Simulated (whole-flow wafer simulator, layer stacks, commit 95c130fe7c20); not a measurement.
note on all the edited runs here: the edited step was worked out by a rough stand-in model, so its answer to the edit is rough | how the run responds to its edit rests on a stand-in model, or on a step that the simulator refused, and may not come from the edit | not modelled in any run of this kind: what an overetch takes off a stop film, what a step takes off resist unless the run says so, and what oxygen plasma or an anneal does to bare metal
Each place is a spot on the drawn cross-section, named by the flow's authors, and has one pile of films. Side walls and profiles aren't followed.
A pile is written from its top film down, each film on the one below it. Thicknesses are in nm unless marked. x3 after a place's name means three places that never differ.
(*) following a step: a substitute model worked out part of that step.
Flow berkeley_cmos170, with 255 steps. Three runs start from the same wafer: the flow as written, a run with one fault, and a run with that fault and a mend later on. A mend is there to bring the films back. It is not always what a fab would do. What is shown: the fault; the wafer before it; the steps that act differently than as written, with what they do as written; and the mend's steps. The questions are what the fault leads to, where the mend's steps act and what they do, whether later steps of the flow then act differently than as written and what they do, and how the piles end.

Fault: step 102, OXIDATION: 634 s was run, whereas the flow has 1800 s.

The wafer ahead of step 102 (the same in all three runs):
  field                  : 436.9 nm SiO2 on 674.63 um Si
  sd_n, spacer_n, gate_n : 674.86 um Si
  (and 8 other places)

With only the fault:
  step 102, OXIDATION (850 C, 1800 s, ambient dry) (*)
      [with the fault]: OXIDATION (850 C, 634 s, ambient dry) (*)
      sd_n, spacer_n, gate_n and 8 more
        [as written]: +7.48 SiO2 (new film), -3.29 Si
        [with the fault]: +4.3 SiO2 (new film), -1.89 Si
  Every later step of the flow that is run acts as written, at every place that is followed, to within 2% or 0.5 nm, whichever is larger.
  By the end, the piles at gate_n, gate_p depart from the flow's by more than 2% or 0.5 nm, whichever is larger.
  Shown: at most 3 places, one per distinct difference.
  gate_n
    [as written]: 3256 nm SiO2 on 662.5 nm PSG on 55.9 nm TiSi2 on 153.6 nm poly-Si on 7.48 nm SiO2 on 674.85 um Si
    [with the fault]: 3259.1 nm SiO2 on 662.5 nm PSG on 55.9 nm TiSi2 on 153.6 nm poly-Si on 4.3 nm SiO2 on 674.85 um Si

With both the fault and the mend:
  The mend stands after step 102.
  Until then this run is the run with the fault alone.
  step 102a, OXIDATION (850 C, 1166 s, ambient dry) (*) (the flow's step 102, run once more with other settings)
      sd_n, spacer_n, gate_n and 8 more
        +3.18 SiO2, -1.4 Si
      field
        +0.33 SiO2, -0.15 Si
  Every later step of the flow that is run acts as written at every place that is followed.
  At every place that both follow, the piles at the end match the flow's.
